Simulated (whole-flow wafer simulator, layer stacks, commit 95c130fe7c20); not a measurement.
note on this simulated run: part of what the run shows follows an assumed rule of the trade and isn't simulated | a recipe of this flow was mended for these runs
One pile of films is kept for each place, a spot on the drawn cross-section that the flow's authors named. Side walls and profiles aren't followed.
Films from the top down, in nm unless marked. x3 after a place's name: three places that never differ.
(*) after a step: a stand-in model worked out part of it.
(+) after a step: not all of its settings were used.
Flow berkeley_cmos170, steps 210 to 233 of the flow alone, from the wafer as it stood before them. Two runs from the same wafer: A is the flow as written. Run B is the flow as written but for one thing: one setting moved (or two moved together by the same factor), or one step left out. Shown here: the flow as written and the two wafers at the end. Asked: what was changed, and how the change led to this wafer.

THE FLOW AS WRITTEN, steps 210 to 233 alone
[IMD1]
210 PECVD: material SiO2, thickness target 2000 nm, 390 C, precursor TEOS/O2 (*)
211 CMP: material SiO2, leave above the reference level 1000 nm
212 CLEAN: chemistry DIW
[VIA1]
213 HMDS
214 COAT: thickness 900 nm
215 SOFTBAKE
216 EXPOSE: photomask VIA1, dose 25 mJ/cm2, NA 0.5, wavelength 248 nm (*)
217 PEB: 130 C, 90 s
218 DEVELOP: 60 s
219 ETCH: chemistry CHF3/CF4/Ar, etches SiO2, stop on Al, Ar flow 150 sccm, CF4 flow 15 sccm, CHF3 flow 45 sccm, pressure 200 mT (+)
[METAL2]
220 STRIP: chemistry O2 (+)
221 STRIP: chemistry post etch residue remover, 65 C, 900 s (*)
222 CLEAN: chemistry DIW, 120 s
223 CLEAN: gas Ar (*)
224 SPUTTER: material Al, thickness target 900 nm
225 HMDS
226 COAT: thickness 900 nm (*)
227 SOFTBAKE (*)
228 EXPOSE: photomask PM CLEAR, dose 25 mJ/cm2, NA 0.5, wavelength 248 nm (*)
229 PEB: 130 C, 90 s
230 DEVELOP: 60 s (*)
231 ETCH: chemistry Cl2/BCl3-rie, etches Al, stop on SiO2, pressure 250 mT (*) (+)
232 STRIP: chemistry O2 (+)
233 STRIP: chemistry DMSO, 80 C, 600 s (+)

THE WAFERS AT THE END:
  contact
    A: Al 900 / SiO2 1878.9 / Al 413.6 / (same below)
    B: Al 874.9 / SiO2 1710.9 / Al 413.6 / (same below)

The cause: step 210, PECVD: thickness target 1760 nm was run, where the flow has thickness target 2000 nm.

How the change led to this, step by step:
  210 PECVD: material SiO2, thickness target 2000 nm, 390 C, precursor TEOS/O2 (*)
      field, mark, sd_n and 8 more: A SiO2 +2000 (new film) | B SiO2 +1760 (new film)
      sd_p: A SiO2 +1975.9 (new film) | B SiO2 +1739.3 (new film)
      (and at 1 more place)
  211 CMP: material SiO2, leave above the reference level 1000 nm
      contact: A SiO2 -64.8 | B nothing
      m1, via1, m2, via2: A SiO2 -1000 | B SiO2 -760
      (and at 8 more places)
  214 COAT: thickness 900 nm
      contact: A KrF-resist +900 (new film) | B KrF-resist +1054.3 (new film)
  220 STRIP: chemistry O2 (+)
      contact: A KrF-resist -607.6 (all of it) | B KrF-resist -761.6 (all of it)
  224 SPUTTER: material Al, thickness target 900 nm
      contact: A Al +900 (new film) | B Al +874.9 (new film)
  226 COAT: thickness 900 nm (*)
      contact: A KrF-resist +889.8 (new film) | B KrF-resist +1058.8 (new film)
  232 STRIP: chemistry O2 (+)
      sd_n: A KrF-resist -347 (all of it) | B KrF-resist -331.7 (all of it)
      contact: A KrF-resist -339.5 (all of it) | B KrF-resist -508.1 (all of it)
